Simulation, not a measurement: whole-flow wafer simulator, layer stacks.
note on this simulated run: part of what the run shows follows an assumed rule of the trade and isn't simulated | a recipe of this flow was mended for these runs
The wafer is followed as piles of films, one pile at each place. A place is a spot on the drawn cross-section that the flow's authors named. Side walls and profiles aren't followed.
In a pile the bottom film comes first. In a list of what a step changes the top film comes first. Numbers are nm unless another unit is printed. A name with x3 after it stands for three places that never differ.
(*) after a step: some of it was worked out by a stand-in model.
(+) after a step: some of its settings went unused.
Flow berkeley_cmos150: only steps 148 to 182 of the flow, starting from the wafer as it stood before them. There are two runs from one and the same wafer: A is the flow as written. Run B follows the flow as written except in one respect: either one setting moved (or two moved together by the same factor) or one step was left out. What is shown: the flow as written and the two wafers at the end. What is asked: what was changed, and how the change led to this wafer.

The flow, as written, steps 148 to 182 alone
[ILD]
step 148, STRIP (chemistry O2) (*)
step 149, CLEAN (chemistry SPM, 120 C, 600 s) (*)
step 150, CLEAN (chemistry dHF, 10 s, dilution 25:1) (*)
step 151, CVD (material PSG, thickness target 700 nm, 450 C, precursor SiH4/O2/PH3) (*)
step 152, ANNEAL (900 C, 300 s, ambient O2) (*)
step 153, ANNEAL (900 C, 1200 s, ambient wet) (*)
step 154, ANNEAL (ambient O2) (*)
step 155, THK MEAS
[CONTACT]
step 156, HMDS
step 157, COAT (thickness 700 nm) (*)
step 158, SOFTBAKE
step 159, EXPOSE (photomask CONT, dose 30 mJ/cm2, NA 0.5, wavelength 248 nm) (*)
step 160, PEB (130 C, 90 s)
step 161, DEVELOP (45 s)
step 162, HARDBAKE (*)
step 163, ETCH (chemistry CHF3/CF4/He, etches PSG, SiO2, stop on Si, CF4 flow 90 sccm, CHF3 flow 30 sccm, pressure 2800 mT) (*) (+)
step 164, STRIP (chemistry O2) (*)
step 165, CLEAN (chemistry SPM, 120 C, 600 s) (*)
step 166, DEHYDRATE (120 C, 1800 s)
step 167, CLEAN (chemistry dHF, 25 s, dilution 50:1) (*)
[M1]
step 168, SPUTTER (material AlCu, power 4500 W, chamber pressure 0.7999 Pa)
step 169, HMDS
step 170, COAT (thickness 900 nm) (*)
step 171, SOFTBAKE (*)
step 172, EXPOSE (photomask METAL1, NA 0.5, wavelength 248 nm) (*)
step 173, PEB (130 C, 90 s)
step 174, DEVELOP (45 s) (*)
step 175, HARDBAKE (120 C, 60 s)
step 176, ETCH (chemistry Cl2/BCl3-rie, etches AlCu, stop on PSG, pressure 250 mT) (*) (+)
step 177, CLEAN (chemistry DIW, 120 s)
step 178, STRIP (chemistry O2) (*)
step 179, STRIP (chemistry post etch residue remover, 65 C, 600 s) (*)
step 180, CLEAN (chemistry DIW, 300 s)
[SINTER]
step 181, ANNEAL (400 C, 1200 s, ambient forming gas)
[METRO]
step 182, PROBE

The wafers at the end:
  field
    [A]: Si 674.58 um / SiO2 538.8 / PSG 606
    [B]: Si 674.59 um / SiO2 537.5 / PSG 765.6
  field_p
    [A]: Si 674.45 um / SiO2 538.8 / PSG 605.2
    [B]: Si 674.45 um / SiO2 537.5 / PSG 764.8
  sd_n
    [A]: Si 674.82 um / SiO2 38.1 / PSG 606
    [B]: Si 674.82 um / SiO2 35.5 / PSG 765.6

Cause: step 151, CVD: thickness target 868 nm was run, though the flow has thickness target 700 nm.

The path from the change to this, step by step:
  step 151, CVD (material PSG, thickness target 700 nm, 450 C, precursor SiH4/O2/PH3) (*)
      field, field_p, sd_n, gate_n, gate_p, contact, m1: A PSG gains 700 (new film) | B PSG gains 868 (new film)
      sd_p: A PSG gains 639.5 (new film) | B PSG gains 846.1 (new film)
  step 153, ANNEAL (900 C, 1200 s, ambient wet) (*)
      sd_n, contact, m1: A PSG loses 35, SiO2 gains 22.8, Si loses 10 | B PSG loses 43.4, SiO2 gains 20.2, Si loses 8.9
      field, field_p: A PSG loses 35, SiO2 gains 16.3, Si loses 7.15 | B PSG loses 43.4, SiO2 gains 14.9, Si loses 6.56
      (also at 3 further places)
  step 157, COAT (thickness 700 nm) (*)
      sd_p: A KrF-resist gains 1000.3 (new film) | B KrF-resist gains 969.9 (new film)
  step 163, ETCH (chemistry CHF3/CF4/He, etches PSG, SiO2, stop on Si, CF4 flow 90 sccm, CHF3 flow 30 sccm, pressure 2800 mT) (*) (+)
      field, field_p, sd_n, gate_n, sd_p, gate_p, m1: A KrF-resist loses 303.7 | B KrF-resist loses 359.8
      contact: A PSG loses 665 (all of it), SiO2 loses 38.1 (all of it), Si loses 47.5 | B PSG loses 824.6 (all of it), SiO2 loses 35.5 (all of it), Si loses 47.5
  step 164, STRIP (chemistry O2) (*)
      field: A KrF-resist loses 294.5 (all of it) | B KrF-resist loses 239.3 (all of it)
      field_p: A KrF-resist loses 397.1 (all of it) | B KrF-resist loses 343.8 (all of it)
      (also at 5 further places)
  step 168, SPUTTER (material AlCu, power 4500 W, chamber pressure 0.7999 Pa)
      sd_p: A AlCu gains 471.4 (new film) | B AlCu gains 491.1 (new film)
      contact: A AlCu gains 443.6 (new film) | B AlCu gains 408.3 (new film)
  step 170, COAT (thickness 900 nm) (*)
      sd_p: A thick-KrF-resist gains 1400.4 (new film) | B thick-KrF-resist gains 1344.1 (new film)
      contact: A thick-KrF-resist gains 1720.1 (new film) | B thick-KrF-resist gains 1865.8 (new film)
  step 173, PEB (130 C, 90 s)
      contact: A thick-KrF-resist loses 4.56 | B thick-KrF-resist loses 5.07
  step 174, DEVELOP (45 s) (*)
      sd_p: A thick-KrF-resist loses 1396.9 (all of it), AlCu loses 10 | B thick-KrF-resist loses 1340.7 (all of it), AlCu loses 10
  step 175, HARDBAKE (120 C, 60 s)
      contact: A thick-KrF-resist loses 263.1 | B thick-KrF-resist loses 285.3
  step 176, ETCH (chemistry Cl2/BCl3-rie, etches AlCu, stop on PSG, pressure 250 mT) (*) (+)
      sd_p: A AlCu loses 461.4 (all of it), PSG loses 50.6 | B AlCu loses 481.1 (all of it), PSG loses 48.1
      gate_p: A AlCu loses 616.1 (all of it), PSG loses 31.2 | B AlCu loses 609.8 (all of it), PSG loses 32
  step 178, STRIP (chemistry O2) (*)
      contact: A thick-KrF-resist loses 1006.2 (all of it) | B thick-KrF-resist loses 1129 (all of it)
      m1: A thick-KrF-resist loses 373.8 (all of it) | B thick-KrF-resist loses 359.4 (all of it)
